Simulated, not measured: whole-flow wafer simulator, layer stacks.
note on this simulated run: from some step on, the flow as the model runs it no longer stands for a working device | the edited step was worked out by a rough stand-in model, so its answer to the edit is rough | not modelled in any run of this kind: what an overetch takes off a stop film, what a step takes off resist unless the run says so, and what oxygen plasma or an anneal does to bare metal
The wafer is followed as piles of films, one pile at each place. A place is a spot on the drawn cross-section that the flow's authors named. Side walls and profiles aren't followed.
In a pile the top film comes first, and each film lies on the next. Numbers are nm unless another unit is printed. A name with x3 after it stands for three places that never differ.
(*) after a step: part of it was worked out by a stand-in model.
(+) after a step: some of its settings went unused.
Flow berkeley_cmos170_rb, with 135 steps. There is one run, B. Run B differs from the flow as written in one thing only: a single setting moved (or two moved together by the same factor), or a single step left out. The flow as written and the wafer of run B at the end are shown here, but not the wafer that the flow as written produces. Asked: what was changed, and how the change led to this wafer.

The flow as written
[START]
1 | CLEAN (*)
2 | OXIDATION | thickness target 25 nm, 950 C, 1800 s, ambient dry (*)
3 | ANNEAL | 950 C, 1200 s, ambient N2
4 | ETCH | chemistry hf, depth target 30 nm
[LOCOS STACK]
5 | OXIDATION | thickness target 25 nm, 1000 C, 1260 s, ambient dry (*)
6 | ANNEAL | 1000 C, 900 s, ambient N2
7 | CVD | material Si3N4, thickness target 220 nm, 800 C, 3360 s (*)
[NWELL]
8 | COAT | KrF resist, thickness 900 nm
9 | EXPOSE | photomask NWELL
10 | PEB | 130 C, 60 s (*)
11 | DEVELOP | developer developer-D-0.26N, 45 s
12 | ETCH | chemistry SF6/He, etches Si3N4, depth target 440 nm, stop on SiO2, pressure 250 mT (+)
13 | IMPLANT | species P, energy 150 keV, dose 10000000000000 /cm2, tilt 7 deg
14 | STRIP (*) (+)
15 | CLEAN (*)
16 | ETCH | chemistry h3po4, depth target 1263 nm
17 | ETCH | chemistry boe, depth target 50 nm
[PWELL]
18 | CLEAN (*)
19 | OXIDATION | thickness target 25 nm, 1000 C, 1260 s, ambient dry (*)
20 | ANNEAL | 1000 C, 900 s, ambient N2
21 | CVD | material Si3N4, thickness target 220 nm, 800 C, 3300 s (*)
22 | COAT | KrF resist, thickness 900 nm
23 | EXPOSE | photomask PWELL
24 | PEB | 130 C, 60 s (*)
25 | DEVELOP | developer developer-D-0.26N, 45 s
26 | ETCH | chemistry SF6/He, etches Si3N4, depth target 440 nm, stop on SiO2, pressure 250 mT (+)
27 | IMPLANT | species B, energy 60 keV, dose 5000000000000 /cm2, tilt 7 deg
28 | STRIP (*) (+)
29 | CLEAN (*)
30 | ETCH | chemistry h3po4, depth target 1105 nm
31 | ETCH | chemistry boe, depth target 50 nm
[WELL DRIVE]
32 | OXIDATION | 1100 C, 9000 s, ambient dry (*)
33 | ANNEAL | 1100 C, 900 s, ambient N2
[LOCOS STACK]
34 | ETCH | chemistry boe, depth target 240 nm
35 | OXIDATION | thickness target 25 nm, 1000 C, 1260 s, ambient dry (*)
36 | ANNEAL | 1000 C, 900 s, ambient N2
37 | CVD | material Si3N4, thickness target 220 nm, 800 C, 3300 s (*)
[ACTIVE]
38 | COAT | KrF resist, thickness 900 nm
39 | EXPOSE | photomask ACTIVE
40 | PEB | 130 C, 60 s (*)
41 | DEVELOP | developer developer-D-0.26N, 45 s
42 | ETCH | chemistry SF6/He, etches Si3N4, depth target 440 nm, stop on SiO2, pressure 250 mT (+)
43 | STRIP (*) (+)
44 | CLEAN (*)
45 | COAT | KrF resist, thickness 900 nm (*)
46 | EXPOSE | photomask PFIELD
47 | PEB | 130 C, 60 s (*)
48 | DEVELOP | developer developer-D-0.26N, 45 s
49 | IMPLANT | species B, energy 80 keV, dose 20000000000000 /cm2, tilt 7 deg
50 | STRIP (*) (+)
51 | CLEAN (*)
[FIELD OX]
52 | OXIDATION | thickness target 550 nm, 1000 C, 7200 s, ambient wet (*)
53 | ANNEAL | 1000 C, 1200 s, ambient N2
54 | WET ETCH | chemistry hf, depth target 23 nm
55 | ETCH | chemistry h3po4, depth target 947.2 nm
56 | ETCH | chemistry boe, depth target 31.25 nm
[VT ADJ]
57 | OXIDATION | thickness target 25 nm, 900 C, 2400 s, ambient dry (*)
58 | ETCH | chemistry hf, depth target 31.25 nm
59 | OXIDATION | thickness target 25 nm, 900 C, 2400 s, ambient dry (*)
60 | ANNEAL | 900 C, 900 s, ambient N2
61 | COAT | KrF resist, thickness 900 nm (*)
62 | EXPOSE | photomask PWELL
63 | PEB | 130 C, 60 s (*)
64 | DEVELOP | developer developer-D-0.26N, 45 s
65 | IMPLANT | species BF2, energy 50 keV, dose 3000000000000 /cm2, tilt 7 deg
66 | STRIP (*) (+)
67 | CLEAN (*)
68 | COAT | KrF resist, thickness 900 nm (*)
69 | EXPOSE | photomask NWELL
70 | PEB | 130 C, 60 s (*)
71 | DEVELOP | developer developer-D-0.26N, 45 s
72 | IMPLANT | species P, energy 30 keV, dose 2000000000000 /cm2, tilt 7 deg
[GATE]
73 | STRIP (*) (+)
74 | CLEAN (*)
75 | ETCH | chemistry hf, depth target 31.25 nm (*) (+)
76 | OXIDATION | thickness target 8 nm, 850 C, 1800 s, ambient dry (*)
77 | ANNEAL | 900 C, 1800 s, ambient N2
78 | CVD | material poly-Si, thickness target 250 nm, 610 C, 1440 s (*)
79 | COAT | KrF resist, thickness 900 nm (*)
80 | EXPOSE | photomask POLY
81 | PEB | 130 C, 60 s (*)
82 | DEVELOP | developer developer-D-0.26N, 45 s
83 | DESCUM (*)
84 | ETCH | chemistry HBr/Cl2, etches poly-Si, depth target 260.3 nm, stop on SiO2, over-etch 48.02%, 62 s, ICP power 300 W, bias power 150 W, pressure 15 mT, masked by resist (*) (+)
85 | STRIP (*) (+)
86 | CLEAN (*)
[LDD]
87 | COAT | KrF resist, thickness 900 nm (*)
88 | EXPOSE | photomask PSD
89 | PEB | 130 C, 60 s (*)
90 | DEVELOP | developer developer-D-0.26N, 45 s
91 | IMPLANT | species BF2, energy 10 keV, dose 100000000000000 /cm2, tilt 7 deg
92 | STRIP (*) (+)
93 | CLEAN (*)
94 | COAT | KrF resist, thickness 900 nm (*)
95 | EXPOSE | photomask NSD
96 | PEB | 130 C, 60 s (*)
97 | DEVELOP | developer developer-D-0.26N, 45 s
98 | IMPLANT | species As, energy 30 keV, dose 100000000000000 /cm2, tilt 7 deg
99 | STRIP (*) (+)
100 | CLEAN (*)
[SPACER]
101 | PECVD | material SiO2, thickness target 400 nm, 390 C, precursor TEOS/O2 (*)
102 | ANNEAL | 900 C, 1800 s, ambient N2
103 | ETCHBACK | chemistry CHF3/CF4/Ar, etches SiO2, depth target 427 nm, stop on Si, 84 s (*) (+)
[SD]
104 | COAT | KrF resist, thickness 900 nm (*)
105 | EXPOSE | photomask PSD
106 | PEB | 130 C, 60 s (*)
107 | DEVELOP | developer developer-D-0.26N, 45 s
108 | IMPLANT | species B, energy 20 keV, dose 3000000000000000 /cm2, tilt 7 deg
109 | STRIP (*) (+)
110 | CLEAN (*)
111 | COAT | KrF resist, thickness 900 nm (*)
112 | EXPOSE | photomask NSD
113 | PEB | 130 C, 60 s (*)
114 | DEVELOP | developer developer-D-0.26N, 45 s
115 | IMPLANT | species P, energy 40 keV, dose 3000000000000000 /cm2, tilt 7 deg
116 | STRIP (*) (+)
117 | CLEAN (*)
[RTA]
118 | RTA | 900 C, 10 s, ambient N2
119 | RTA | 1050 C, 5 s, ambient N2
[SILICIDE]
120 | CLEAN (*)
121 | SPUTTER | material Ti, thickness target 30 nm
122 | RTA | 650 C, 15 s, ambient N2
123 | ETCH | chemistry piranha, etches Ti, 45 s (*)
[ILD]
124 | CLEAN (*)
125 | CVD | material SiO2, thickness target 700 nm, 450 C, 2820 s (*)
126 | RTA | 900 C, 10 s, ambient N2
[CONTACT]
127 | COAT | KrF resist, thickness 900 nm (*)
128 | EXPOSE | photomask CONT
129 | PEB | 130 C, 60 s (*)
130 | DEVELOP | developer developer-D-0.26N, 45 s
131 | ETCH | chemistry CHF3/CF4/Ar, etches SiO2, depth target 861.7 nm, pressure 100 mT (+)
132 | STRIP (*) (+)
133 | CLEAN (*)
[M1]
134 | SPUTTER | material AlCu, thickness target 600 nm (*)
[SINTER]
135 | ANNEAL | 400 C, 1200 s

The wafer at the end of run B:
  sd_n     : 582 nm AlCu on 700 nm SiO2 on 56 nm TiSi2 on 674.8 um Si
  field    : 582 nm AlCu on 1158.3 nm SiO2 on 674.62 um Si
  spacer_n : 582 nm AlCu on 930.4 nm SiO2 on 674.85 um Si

What caused this: step 134, SPUTTER: thickness target 582 nm was run, whereas the flow has thickness target 600 nm.
The wafer itself shows it: sd_n has AlCu 582, and step 134 as written asks for 600 nm.

Step by step, how the change led to this:
  134 | SPUTTER | material AlCu, thickness target 600 nm (*)
      field, sd_n, spacer_n, gate, spacer_p, gate_p, m1: AlCu gains 582 (new film) (in the flow as written it would be: AlCu gains 600 (new film))
      sd_p: AlCu gains 528.7 (new film) (in the flow as written it would be: AlCu gains 545.9 (new film))
      (as well as at 1 more place)
